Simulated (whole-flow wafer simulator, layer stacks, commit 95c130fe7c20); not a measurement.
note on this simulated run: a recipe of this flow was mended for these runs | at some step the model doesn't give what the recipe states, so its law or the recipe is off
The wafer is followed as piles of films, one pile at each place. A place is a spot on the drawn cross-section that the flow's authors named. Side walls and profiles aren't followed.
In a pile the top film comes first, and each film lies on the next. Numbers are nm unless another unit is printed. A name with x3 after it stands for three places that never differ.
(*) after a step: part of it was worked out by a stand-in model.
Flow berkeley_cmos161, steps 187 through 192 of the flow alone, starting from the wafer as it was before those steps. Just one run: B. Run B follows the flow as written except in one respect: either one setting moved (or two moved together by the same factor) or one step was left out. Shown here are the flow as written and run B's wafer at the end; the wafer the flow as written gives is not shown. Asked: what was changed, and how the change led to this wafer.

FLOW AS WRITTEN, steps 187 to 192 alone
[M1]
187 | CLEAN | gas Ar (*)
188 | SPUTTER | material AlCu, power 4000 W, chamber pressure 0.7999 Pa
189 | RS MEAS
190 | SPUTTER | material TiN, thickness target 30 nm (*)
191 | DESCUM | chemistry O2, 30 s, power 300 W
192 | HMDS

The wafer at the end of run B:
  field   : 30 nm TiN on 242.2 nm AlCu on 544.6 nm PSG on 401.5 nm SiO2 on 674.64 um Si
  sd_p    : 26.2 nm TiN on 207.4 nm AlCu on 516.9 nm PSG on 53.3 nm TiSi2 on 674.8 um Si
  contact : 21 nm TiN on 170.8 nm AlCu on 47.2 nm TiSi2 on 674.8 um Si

The reason: step 188, SPUTTER: chamber pressure 1.088 Pa was run, though the flow has chamber pressure 0.7999 Pa.

The path from the change to this, step by step:
  188 | SPUTTER | material AlCu, power 4000 W, chamber pressure 0.7999 Pa
      field, sd_n, spacer_n, gate_n, spacer_p, gate_p, m1: +242.2 AlCu (new film) (it would be, as written: +275.8 AlCu (new film))
      sd_p: +207.4 AlCu (new film) (it would be, as written: +235.4 AlCu (new film))
      (also at 1 further place)
